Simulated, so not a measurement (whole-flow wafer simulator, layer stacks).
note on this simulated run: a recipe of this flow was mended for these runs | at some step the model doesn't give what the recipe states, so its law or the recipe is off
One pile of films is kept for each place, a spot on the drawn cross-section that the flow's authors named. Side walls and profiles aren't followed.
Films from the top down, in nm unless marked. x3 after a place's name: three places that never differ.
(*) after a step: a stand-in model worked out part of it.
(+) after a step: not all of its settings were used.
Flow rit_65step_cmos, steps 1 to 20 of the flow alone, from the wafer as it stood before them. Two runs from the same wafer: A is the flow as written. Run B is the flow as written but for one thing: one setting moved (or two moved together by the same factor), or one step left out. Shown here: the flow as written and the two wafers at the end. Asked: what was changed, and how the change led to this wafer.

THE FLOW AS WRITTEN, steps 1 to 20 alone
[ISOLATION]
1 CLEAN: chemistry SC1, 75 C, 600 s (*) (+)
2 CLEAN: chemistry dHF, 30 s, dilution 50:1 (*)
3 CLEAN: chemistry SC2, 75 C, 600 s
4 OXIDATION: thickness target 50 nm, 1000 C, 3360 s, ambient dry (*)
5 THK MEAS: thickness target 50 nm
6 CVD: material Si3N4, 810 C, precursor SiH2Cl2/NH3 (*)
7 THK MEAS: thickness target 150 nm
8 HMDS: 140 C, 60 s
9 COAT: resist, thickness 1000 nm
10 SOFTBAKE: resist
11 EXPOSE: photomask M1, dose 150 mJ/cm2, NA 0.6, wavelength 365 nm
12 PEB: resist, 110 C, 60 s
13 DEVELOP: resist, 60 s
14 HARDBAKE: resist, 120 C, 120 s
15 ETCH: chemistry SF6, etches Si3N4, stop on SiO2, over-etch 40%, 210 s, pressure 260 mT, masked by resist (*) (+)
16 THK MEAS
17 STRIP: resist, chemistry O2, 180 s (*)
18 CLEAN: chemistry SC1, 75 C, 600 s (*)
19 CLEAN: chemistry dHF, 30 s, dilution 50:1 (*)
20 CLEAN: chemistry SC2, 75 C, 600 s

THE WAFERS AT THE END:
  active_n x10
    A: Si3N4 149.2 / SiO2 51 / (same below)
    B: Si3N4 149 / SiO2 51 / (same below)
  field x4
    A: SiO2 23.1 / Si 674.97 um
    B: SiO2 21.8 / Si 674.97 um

The cause: step 18, CLEAN: 84 C was run, where the flow has 75 C.

How the change led to this, step by step:
  18 CLEAN: chemistry SC1, 75 C, 600 s (*)
      field x4: A SiO2 -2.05 | B SiO2 -3.39
